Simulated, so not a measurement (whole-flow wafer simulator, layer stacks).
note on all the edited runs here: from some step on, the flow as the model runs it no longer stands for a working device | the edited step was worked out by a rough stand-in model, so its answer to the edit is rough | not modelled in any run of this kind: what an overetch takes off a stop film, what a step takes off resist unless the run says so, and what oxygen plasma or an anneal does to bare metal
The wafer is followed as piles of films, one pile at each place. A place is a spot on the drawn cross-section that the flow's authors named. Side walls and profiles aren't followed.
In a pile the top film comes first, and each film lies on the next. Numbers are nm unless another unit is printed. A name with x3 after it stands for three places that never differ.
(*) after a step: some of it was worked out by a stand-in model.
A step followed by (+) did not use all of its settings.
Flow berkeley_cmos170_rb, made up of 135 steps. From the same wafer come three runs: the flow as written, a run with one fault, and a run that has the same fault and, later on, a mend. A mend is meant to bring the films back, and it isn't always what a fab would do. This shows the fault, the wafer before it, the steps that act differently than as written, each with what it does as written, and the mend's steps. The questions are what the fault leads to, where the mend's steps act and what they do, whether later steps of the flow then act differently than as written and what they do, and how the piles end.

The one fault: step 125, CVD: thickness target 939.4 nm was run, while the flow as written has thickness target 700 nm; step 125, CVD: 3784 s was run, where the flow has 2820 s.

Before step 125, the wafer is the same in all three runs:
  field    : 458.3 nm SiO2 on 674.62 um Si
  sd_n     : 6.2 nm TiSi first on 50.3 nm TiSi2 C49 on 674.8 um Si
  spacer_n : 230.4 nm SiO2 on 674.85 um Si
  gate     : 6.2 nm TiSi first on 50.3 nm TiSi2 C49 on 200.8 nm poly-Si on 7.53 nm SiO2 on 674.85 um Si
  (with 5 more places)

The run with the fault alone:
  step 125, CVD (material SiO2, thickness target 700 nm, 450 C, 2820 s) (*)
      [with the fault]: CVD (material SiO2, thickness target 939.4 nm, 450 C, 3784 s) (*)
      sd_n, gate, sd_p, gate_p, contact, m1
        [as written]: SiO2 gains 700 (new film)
        [with the fault]: SiO2 gains 939.4 (new film)
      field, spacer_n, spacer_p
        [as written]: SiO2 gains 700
        [with the fault]: SiO2 gains 939.4
  Steps later in the flow that act otherwise than as written (3 more steps, not shown, differ only slightly: by at most 2% or 0.5 nm, whichever is larger):
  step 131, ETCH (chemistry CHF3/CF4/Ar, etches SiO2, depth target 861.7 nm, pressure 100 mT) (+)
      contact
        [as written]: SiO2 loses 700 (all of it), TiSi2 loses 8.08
        [with the fault]: SiO2 loses 861.7
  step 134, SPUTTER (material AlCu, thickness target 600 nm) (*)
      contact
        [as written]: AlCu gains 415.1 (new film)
        [with the fault]: AlCu gains 379.4 (new film)
  By the end, the piles at field, sd_n, spacer_n and 6 more depart from the flow's by more than 2% or 0.5 nm, whichever is larger.
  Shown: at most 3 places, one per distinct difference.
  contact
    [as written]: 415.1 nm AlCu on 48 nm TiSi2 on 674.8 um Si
    [with the fault]: 379.4 nm AlCu on 77.7 nm SiO2 on 56 nm TiSi2 on 674.8 um Si
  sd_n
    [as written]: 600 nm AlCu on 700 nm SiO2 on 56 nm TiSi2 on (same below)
    [with the fault]: 600 nm AlCu on 939.4 nm SiO2 on 56 nm TiSi2 on (same below)
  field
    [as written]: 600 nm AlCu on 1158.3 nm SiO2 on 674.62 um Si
    [with the fault]: 600 nm AlCu on 1397.7 nm SiO2 on 674.62 um Si

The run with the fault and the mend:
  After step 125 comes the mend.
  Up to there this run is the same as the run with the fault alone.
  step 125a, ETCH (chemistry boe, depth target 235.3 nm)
      field, sd_n, spacer_n and 6 more
        SiO2 loses 235.3
  Every later step of the flow that is run acts as written, at every place that is followed, to within 2% or 0.5 nm, whichever is larger.
  When the end is reached, the piles differ only a little from the flow's at the places that both follow, at most by 2% or 0.5 nm, whichever is larger.
